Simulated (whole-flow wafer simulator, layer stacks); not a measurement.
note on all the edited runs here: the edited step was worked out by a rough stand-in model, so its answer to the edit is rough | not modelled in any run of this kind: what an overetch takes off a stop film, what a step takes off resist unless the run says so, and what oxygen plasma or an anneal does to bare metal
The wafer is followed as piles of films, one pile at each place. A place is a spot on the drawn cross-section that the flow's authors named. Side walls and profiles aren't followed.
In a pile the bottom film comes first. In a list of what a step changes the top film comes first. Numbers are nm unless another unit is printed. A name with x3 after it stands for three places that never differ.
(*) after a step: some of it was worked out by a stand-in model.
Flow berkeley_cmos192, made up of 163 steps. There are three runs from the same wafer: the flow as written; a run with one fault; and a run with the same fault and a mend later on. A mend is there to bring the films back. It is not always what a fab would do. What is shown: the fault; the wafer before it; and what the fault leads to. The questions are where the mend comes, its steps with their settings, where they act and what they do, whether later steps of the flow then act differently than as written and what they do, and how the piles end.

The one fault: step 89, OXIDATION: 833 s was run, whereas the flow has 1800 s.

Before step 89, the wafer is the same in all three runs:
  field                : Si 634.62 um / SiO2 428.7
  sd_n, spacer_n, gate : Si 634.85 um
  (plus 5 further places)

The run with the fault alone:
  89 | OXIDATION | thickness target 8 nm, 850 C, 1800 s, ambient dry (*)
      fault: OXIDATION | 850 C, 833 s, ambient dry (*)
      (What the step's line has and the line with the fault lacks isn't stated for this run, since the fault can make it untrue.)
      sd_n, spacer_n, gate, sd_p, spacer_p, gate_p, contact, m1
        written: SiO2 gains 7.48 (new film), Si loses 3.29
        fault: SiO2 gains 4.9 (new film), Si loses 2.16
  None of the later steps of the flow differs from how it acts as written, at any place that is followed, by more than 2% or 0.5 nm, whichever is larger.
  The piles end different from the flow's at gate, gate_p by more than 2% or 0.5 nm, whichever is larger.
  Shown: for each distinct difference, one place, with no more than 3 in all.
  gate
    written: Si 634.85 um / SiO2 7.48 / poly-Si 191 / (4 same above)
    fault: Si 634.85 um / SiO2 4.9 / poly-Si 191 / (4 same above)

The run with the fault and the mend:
  After step 89 comes the mend.
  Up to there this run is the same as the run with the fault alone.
  89a | OXIDATION | 850 C, 967 s, ambient dry (*) (a further turn of the flow's step 89, with different settings)
      sd_n, spacer_n, gate, sd_p, spacer_p, gate_p, contact, m1
        SiO2 gains 2.58, Si loses 1.14
      field
        SiO2 gains 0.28, Si loses 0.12
  None of the later steps of the flow acts differently than as written at any place that is followed.
  By the end, the piles equal the flow's at every place that both follow.
